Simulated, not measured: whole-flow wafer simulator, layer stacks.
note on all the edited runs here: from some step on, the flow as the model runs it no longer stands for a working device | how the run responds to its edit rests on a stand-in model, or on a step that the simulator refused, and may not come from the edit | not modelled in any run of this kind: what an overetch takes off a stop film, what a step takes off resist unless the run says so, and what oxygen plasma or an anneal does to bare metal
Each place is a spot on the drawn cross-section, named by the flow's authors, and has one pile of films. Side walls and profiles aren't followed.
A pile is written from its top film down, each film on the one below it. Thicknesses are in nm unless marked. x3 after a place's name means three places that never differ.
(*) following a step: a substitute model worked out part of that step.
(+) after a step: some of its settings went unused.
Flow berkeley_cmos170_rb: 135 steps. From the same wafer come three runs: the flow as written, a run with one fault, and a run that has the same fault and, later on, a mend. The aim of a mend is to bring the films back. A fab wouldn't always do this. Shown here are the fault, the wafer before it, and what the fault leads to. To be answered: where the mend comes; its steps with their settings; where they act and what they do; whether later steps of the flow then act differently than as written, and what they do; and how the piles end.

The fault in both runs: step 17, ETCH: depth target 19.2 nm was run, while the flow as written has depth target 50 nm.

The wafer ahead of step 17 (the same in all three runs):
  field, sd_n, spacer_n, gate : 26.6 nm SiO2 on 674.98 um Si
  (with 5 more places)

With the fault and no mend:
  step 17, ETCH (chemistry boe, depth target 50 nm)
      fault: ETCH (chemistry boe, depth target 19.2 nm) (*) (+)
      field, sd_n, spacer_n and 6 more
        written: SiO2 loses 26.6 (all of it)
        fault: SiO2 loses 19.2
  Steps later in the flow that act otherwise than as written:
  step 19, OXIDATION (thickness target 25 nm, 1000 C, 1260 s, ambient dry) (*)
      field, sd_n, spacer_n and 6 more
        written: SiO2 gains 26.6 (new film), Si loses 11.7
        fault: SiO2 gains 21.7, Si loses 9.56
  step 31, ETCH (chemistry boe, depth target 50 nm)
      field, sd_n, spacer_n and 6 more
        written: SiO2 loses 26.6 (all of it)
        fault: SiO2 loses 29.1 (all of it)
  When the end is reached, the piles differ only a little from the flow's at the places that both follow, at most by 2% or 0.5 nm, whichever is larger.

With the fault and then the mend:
  The mend stands after step 17.
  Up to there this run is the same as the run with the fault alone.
  step 17a, ETCH (chemistry boe, depth target 31 nm) (a further turn of the flow's step 17, with different settings)
      field, sd_n, spacer_n and 6 more
        SiO2 loses 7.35 (all of it)
  Every later step of the flow that is run acts as written at every place that is followed.
  At every place that both follow, the piles at the end match the flow's.
